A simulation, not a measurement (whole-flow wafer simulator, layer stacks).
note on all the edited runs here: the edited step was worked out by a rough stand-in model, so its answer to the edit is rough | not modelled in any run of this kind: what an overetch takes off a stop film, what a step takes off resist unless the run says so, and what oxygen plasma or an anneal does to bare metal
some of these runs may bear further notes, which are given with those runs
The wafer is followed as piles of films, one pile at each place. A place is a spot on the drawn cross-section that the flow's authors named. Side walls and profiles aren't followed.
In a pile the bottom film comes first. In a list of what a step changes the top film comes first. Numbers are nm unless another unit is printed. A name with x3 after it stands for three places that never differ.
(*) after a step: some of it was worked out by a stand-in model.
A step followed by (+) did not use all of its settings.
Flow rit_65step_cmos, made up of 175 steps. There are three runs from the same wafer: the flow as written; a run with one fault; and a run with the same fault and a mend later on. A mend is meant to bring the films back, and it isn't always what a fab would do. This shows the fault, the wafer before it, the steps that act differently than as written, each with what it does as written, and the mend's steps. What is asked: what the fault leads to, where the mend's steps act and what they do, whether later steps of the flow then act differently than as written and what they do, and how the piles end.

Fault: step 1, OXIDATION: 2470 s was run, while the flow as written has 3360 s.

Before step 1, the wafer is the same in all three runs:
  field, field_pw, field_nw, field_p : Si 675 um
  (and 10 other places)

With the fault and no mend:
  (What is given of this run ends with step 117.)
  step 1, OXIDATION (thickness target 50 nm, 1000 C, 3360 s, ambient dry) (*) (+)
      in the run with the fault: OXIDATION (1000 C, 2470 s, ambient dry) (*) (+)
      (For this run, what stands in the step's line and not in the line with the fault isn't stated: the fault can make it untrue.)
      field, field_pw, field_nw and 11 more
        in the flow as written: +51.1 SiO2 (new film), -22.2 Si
        in the run with the fault: +43.2 SiO2 (new film), -18.7 Si
  Steps further on in the flow that do not act as written (not shown: 36 more steps that differ only slightly, by at most 2% or 0.5 nm, whichever is larger):
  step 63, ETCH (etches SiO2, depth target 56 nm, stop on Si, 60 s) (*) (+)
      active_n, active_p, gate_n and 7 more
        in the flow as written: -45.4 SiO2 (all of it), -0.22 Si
        in the run with the fault: -37.5 SiO2 (all of it), -0.38 Si
  After step 117 the piles are close to the flow's at the places that both follow, differing by at most 2% or 0.5 nm, whichever is larger.

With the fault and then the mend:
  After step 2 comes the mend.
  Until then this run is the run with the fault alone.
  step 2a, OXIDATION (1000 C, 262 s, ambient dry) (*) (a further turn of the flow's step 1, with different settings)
      field, field_pw, field_nw and 11 more
        +7.89 SiO2, -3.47 Si
  None of the later steps of the flow differs from how it acts as written, at any place that is followed, by more than 2% or 0.5 nm, whichever is larger.
  The piles end the same as the flow's at every place that both follow.
